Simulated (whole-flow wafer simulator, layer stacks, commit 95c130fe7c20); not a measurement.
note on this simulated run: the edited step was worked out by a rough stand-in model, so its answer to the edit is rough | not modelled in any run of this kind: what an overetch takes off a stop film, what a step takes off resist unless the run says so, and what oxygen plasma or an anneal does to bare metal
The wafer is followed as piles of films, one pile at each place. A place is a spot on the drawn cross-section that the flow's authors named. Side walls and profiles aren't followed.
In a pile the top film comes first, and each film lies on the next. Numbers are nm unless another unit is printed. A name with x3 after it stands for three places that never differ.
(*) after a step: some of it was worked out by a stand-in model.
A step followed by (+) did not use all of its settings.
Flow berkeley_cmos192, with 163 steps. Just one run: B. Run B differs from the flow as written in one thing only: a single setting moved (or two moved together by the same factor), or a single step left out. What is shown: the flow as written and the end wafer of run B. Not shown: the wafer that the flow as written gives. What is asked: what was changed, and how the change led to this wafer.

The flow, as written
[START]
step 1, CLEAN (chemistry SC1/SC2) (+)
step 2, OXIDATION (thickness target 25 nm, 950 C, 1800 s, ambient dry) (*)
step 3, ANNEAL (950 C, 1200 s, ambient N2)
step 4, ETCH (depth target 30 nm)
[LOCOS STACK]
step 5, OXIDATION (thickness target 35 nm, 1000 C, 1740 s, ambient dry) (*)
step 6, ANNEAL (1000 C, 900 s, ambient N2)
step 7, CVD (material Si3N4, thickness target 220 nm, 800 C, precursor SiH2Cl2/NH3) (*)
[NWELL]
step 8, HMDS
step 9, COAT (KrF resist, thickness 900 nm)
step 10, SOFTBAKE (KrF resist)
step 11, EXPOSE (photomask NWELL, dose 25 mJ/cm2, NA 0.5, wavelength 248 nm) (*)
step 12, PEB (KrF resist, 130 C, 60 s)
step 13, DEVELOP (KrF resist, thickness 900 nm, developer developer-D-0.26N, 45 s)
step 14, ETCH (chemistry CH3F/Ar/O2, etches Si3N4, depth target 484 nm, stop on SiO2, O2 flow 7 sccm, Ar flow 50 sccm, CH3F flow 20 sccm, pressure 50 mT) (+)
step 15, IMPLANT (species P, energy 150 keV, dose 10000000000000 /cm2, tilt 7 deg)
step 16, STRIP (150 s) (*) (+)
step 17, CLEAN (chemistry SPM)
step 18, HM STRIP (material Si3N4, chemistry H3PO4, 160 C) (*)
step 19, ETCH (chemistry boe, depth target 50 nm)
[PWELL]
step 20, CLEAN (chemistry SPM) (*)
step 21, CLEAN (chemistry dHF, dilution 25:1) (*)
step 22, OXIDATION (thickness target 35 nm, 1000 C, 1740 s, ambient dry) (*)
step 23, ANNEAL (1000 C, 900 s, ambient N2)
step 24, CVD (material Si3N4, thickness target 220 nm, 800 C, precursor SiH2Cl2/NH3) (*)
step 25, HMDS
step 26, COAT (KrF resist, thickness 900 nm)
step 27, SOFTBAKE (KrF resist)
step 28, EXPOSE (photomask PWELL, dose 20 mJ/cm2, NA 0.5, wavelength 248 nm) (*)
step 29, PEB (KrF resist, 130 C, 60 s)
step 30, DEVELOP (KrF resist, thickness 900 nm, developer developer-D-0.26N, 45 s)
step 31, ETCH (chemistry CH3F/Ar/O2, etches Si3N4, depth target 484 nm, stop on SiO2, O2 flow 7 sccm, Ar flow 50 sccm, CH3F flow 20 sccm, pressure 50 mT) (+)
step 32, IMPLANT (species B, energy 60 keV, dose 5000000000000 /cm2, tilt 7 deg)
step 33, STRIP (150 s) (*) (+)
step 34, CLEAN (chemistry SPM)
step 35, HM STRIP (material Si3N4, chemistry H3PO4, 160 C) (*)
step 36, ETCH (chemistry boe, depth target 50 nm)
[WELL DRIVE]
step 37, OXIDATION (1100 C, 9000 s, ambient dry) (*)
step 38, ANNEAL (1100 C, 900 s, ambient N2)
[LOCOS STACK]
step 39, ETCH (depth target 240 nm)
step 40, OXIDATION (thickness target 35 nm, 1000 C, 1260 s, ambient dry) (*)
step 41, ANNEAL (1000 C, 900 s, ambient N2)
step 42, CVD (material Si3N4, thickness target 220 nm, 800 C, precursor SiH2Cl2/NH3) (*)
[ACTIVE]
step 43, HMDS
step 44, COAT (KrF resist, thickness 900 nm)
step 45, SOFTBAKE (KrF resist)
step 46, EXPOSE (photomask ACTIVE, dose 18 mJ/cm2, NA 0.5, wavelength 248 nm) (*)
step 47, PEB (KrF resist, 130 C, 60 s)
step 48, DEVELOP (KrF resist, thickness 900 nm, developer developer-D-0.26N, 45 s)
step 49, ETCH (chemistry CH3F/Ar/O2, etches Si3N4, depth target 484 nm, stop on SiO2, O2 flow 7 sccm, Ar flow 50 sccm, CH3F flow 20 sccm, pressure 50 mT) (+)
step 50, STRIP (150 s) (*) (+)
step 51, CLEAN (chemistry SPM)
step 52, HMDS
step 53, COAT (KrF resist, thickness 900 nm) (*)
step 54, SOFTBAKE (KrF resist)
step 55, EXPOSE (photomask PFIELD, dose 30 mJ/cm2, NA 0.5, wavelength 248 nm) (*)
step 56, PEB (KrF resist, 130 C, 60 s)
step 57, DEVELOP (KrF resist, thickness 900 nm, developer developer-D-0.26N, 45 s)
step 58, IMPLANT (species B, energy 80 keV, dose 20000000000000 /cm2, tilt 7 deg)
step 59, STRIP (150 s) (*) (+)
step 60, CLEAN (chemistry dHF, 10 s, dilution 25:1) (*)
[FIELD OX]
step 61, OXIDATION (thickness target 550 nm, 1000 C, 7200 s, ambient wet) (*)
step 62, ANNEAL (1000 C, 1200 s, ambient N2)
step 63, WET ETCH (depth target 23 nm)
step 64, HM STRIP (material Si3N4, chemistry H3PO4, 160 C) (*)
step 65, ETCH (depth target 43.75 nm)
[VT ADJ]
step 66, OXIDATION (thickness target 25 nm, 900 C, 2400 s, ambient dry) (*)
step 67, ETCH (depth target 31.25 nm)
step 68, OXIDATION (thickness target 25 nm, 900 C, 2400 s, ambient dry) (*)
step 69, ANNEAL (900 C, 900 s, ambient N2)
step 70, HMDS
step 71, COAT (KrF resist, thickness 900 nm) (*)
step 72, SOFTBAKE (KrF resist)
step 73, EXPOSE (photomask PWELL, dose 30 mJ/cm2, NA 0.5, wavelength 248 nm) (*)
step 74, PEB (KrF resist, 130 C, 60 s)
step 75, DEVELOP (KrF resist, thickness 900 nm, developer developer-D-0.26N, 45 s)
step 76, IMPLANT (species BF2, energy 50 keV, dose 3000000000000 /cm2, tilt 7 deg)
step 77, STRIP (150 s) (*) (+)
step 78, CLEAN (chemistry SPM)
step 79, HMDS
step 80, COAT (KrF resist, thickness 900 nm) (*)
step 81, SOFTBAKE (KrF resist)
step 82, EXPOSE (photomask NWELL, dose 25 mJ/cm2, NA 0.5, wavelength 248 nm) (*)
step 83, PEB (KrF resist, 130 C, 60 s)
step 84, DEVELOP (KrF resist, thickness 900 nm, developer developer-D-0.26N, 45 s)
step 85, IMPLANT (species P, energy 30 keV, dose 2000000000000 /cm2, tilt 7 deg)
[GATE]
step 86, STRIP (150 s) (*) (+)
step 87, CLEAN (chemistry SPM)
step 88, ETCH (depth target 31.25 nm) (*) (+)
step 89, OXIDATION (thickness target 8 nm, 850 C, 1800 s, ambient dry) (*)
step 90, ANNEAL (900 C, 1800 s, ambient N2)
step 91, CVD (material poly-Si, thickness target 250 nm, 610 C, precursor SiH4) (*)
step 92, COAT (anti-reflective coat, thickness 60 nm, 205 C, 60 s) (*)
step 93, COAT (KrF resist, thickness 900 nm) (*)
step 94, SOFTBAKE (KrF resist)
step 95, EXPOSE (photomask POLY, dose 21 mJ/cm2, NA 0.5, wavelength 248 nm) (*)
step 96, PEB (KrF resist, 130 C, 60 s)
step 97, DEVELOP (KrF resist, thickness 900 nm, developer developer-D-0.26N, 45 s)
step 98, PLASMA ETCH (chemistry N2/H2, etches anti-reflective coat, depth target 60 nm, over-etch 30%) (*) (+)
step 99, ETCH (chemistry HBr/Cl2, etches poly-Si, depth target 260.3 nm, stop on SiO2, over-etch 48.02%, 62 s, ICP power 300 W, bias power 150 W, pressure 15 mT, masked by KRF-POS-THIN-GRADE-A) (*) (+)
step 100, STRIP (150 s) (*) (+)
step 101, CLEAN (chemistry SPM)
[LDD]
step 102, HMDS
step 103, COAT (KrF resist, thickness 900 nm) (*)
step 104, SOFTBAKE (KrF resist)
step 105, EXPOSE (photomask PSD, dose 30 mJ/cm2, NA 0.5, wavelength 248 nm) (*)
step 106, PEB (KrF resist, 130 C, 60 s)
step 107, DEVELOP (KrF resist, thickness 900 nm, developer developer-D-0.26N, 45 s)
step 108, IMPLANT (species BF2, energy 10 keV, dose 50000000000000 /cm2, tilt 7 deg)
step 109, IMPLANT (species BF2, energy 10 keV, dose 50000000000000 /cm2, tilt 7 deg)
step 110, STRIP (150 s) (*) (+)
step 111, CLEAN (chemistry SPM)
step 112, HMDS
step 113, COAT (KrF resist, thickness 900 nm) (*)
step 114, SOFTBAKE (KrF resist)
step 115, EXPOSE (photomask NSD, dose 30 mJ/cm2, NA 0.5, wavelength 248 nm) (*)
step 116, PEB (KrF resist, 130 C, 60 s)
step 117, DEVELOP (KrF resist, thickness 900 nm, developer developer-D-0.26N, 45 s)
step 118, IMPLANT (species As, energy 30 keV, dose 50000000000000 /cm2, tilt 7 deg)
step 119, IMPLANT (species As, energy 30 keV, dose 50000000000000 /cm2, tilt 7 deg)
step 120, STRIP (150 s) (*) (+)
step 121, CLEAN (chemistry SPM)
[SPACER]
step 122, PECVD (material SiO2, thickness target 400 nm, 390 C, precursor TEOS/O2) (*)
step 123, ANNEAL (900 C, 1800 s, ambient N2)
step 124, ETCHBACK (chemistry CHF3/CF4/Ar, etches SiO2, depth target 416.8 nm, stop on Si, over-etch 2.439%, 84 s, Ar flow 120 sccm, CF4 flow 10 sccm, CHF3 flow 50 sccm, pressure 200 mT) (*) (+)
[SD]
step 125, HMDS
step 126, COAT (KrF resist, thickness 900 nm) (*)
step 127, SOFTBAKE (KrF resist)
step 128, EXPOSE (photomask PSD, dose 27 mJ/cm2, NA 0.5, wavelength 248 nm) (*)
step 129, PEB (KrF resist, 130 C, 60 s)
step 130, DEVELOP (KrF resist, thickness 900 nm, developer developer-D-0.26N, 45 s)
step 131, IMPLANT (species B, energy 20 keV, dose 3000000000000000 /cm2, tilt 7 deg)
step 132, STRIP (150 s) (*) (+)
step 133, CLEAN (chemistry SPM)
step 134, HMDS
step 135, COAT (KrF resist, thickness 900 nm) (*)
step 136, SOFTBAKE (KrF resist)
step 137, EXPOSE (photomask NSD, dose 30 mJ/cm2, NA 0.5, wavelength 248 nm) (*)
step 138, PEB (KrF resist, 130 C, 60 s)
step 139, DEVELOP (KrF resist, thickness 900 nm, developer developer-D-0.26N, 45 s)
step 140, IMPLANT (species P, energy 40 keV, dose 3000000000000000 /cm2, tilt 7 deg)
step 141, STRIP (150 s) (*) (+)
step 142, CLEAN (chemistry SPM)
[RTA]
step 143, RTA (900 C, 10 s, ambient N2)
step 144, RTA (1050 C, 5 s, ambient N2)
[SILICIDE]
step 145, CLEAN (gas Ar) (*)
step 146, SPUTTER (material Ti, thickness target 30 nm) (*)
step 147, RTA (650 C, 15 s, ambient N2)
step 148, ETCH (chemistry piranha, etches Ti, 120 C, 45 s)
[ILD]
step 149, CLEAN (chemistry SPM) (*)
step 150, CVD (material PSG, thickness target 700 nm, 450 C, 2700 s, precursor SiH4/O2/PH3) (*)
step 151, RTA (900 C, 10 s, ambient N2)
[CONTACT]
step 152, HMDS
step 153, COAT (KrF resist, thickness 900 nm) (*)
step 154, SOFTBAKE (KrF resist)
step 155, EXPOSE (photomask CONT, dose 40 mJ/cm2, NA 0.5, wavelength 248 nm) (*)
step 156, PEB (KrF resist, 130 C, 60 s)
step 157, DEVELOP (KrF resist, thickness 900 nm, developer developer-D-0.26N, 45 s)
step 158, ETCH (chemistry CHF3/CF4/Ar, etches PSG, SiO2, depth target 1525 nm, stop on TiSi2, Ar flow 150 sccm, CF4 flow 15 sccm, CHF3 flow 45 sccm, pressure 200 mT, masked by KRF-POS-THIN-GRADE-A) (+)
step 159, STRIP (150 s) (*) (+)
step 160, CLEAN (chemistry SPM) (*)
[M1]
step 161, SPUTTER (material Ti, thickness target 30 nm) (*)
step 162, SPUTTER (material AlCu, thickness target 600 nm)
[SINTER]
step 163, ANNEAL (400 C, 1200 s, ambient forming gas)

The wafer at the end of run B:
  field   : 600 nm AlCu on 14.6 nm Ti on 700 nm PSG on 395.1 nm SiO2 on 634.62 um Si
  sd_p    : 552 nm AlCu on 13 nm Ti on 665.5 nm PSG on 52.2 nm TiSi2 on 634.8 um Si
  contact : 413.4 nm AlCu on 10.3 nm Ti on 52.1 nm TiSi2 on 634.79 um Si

The reason: step 161, SPUTTER: thickness target 14.61 nm was run, though the flow has thickness target 30 nm.
The wafer itself shows it: field has Ti 14.6, and step 161 as written asks for 30 nm.

The path from the change to this, step by step:
  step 161, SPUTTER (material Ti, thickness target 30 nm) (*)
      field, sd_n, spacer_n, gate, spacer_p, gate_p, m1: +14.6 Ti (new film) (in the flow as written it would be: +30 Ti (new film))
      sd_p: +13 Ti (new film) (in the flow as written it would be: +26.6 Ti (new film))
      (and at 1 other place as well)
